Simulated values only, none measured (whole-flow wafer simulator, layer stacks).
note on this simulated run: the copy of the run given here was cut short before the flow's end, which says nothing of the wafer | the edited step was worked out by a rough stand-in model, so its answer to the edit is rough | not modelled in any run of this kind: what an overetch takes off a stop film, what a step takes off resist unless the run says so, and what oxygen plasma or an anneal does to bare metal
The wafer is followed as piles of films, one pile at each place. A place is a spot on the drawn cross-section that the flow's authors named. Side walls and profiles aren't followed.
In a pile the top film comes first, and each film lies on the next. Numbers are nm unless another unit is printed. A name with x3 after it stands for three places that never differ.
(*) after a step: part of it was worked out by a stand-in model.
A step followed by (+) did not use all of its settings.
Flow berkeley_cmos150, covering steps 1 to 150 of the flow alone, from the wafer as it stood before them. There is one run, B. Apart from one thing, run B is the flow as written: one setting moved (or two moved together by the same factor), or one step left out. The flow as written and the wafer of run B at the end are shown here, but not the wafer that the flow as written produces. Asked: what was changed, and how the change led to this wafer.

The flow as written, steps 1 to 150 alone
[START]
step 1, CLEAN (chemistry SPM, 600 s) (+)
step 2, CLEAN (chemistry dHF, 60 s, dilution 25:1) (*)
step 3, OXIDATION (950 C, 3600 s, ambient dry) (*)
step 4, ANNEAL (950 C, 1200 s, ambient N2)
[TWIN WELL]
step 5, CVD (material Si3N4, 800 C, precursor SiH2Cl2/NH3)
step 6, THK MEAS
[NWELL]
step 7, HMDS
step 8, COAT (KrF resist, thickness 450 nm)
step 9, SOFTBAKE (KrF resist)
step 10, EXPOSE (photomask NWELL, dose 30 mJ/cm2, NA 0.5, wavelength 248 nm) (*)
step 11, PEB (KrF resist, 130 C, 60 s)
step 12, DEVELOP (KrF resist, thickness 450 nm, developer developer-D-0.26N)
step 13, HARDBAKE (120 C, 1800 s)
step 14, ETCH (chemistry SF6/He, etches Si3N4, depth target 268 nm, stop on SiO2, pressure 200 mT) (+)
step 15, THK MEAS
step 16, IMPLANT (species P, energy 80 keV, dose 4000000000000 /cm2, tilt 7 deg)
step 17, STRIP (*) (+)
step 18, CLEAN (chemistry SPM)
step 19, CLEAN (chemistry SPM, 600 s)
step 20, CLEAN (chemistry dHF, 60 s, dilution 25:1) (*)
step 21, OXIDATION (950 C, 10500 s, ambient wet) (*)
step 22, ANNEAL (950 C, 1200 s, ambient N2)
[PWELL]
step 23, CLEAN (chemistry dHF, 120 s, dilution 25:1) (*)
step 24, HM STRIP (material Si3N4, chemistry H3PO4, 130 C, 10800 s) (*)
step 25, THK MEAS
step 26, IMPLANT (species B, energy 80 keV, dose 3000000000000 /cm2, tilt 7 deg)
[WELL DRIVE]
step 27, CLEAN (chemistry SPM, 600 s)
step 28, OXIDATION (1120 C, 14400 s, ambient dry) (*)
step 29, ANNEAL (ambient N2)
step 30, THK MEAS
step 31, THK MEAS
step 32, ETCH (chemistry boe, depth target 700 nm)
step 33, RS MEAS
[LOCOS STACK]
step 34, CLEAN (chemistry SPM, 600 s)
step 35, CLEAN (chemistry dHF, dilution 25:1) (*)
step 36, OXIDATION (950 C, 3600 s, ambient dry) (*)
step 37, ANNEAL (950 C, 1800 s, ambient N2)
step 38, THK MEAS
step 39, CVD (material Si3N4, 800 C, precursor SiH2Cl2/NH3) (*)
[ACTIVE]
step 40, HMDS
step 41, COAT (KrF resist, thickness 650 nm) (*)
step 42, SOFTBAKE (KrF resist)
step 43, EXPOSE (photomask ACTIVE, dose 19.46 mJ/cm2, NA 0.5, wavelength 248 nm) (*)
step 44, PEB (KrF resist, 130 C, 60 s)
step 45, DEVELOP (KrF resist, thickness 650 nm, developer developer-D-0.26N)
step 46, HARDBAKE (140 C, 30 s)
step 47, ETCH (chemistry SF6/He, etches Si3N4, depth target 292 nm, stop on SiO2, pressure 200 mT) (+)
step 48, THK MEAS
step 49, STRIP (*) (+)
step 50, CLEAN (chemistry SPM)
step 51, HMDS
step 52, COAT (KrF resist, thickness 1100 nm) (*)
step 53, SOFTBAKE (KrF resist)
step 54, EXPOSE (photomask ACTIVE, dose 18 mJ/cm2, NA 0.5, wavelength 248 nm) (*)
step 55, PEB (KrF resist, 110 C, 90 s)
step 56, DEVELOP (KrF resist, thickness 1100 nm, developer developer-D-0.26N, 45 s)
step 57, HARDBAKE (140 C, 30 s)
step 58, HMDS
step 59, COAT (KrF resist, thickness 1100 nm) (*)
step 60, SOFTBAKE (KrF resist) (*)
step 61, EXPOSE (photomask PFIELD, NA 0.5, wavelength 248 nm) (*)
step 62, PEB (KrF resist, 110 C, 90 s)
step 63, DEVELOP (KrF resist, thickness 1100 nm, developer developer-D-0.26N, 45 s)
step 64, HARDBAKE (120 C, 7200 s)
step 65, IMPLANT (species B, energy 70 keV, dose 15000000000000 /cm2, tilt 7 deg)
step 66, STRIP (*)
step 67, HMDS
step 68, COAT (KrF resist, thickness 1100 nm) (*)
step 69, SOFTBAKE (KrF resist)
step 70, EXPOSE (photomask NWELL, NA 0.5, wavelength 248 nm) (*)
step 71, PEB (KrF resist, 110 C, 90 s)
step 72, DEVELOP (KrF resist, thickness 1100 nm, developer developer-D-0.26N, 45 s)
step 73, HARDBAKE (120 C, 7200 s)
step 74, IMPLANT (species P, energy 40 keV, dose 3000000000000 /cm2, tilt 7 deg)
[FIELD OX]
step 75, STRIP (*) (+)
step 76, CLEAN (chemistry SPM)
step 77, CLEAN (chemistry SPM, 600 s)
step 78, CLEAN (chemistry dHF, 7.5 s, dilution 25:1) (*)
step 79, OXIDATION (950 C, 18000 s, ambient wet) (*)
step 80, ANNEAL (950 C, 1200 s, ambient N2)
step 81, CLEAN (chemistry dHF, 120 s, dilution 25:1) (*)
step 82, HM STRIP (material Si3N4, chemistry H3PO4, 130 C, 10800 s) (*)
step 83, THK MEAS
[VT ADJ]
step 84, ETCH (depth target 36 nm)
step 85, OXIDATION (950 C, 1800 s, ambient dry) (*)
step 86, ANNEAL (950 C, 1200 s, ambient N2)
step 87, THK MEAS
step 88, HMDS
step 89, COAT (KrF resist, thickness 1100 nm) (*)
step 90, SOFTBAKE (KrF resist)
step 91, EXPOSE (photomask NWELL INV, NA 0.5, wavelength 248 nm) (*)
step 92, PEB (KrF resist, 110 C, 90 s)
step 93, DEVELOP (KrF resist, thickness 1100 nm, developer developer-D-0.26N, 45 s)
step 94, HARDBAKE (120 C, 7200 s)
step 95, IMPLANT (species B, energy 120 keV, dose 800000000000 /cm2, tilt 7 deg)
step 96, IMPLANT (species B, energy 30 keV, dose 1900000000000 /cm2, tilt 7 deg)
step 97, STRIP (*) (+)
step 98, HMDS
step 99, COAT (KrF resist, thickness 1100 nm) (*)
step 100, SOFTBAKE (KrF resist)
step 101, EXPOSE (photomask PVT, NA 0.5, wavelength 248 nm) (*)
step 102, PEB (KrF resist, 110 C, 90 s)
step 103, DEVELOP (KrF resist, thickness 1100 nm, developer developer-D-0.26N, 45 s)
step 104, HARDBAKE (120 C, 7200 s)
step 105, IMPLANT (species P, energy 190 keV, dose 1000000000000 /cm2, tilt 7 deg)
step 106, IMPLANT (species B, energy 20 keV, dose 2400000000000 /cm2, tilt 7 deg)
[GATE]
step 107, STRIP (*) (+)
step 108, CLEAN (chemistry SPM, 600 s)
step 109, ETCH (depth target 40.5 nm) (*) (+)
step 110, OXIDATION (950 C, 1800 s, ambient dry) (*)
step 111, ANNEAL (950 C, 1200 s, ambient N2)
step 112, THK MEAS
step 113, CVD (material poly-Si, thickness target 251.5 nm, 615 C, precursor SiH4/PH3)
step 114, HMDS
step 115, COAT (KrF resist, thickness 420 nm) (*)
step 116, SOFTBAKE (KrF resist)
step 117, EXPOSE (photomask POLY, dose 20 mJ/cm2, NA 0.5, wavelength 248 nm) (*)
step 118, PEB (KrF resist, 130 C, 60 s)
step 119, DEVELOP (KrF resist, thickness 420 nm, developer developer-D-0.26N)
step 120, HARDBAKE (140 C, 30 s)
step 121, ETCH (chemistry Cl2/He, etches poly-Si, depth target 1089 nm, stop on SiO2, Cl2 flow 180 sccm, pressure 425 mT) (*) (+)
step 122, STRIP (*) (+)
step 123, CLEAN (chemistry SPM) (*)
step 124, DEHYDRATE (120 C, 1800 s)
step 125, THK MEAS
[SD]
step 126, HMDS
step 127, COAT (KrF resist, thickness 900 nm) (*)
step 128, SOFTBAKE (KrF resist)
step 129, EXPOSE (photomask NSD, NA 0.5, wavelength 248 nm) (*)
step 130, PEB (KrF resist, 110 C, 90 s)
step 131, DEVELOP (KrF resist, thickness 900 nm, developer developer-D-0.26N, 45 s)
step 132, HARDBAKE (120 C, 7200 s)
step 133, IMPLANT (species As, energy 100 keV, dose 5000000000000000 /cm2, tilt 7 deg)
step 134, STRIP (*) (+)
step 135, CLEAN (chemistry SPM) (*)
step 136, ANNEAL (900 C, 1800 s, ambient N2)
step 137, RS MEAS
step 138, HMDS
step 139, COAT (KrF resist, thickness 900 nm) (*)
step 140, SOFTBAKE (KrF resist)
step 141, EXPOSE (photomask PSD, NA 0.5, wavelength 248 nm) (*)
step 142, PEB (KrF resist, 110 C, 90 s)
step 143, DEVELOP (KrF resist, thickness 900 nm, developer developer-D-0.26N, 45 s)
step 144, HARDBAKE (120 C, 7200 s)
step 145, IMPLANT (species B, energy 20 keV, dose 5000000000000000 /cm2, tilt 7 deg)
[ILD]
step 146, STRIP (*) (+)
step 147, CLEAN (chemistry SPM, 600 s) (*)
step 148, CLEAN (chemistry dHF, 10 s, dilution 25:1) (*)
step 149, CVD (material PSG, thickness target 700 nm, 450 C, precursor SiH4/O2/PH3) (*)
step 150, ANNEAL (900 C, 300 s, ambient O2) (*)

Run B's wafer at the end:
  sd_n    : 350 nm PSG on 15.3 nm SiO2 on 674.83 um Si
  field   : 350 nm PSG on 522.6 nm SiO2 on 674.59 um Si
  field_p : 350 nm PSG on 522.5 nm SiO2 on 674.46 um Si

What caused this: step 149, CVD: thickness target 350 nm was run, though the flow has thickness target 700 nm.
The wafer itself shows it: sd_n has PSG 350, and step 149 as written asks for 700 nm.

The path from the change to this, step by step:
  step 149, CVD (material PSG, thickness target 700 nm, 450 C, precursor SiH4/O2/PH3) (*)
      field, field_p, sd_n, gate_n, gate_p, contact, m1: +350 PSG (new film) (it would be, as written: +700 PSG (new film))
      sd_p: +324.8 PSG (new film) (it would be, as written: +639.5 PSG (new film))
